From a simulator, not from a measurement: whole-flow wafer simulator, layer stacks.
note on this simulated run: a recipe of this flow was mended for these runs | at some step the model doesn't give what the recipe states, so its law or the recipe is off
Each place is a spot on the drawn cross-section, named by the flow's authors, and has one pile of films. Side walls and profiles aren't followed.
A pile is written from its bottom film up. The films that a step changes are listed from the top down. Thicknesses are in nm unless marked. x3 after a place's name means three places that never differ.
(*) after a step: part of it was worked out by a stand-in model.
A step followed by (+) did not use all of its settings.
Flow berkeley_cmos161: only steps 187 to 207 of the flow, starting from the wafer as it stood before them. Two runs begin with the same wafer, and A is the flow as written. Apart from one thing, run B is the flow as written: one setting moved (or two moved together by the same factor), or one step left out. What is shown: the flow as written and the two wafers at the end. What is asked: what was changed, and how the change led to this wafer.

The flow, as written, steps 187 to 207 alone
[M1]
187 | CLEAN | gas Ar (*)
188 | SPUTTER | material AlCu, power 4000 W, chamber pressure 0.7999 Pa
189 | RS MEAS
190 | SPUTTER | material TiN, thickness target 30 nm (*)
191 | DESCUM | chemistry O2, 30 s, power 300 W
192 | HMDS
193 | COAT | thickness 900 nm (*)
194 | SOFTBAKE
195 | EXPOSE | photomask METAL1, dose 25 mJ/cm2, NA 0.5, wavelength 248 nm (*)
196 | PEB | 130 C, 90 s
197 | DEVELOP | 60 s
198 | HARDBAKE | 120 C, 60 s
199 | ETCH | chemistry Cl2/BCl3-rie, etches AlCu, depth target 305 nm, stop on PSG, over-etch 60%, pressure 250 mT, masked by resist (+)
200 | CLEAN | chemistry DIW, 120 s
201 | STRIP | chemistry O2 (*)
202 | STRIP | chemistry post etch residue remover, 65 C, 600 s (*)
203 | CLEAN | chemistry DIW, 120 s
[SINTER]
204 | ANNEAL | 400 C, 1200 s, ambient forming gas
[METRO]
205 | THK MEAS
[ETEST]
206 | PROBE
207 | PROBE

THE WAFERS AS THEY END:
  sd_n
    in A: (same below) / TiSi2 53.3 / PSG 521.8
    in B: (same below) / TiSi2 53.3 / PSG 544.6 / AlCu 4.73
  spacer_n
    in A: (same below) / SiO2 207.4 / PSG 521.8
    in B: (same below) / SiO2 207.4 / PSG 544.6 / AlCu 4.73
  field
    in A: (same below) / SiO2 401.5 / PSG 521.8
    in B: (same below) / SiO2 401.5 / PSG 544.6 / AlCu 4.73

What caused this: step 199, ETCH: depth target 187 nm was run, whereas the flow has depth target 305 nm.

Step by step, how the change led to this:
  199 | ETCH | chemistry Cl2/BCl3-rie, etches AlCu, depth target 305 nm, stop on PSG, over-etch 60%, pressure 250 mT, masked by resist (+)
      field, sd_n, spacer_n, gate_n, spacer_p, gate_p: A TiN loses 30 (all of it), AlCu loses 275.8 (all of it), PSG loses 22.8 | B TiN loses 30 (all of it), AlCu loses 269.2
      contact, m1: A KrF-resist loses 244 | B KrF-resist loses 149.6
      (also at 1 further place)
  201 | STRIP | chemistry O2 (*)
      contact: A KrF-resist loses 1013 (all of it) | B KrF-resist loses 1107.4 (all of it)
      m1: A KrF-resist loses 537.5 (all of it) | B KrF-resist loses 631.9 (all of it)
  202 | STRIP | chemistry post etch residue remover, 65 C, 600 s (*)
      field, sd_n, spacer_n, gate_n, spacer_p, gate_p: A nothing | B AlCu loses 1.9
Taking metal films that touch as one body, sd_n has 1 body; the flow as written gives 0 bodies.
Taking metal films that touch as one body, spacer_n has 1 body; the flow as written gives 0 bodies.
Taking metal films that touch as one body, field has 1 body; the flow as written gives 0 bodies.
